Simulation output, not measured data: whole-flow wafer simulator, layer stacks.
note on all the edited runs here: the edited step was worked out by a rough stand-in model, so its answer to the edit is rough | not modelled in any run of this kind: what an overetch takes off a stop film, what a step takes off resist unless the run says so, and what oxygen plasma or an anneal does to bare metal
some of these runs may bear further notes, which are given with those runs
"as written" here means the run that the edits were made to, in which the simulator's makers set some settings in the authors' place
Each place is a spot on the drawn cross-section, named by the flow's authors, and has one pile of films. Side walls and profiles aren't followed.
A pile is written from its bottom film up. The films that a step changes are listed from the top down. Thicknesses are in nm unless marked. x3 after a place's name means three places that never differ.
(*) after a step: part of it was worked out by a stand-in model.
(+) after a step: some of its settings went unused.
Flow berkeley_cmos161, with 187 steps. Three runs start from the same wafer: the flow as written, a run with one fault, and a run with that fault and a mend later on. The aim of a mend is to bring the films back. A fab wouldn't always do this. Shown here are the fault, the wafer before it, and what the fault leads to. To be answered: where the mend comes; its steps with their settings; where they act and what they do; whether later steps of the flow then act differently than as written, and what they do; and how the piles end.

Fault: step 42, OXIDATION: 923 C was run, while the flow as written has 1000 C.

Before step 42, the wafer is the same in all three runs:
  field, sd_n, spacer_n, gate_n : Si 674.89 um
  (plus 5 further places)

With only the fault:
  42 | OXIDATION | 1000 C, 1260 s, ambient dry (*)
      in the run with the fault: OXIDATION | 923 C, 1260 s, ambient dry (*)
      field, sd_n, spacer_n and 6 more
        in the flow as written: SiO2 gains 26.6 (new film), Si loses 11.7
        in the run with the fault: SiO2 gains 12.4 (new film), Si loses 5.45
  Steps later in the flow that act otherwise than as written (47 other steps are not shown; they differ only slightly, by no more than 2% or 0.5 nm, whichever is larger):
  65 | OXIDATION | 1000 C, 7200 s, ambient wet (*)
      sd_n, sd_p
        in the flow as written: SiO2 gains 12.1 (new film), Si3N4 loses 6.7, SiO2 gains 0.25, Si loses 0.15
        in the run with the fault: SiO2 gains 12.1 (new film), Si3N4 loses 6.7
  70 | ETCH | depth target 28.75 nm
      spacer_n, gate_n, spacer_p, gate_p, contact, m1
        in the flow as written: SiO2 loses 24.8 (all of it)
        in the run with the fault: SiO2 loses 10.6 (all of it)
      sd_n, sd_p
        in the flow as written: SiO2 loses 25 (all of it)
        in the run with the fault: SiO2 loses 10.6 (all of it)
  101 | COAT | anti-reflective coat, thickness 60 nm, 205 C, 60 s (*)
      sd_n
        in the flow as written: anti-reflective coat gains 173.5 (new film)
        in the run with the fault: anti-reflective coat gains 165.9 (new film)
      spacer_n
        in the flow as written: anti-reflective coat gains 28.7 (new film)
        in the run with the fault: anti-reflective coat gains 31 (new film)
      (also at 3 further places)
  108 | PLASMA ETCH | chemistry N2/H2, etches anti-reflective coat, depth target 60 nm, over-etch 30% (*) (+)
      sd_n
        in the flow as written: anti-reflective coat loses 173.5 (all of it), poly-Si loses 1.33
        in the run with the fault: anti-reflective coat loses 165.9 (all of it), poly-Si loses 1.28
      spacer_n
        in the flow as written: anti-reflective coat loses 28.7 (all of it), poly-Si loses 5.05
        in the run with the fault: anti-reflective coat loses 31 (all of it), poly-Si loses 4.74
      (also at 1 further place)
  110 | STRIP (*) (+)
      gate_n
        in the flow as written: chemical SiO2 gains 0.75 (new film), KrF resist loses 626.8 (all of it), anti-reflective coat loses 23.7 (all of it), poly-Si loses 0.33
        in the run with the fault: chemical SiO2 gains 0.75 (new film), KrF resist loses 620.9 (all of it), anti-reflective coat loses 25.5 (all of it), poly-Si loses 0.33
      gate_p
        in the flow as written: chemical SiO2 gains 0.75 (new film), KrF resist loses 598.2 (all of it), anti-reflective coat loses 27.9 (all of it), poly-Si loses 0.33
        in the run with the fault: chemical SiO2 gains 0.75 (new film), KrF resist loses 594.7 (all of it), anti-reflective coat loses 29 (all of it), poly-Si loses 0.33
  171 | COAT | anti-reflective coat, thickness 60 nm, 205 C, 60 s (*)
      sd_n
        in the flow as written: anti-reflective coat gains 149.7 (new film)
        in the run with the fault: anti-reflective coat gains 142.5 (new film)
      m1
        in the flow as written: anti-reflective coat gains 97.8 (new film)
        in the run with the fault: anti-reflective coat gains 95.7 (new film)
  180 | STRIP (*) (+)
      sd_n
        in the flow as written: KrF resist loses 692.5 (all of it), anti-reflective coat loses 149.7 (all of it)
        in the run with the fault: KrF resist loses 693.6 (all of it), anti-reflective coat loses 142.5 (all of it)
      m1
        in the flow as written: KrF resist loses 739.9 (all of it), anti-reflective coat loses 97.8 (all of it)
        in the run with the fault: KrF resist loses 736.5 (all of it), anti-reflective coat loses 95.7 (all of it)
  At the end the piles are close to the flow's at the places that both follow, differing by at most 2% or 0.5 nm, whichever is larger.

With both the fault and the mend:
  The mend follows step 43.
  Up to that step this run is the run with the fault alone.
  43a | OXIDATION | 1000 C, 821 s, ambient dry (*) (a further turn of the flow's step 42, with different settings)
      field, sd_n, spacer_n and 6 more
        SiO2 gains 14.2, Si loses 6.24
  Every later step of the flow that is run acts as written, at every place that is followed, to within 2% or 0.5 nm, whichever is larger.
  At every place that both follow, the piles at the end match the flow's.
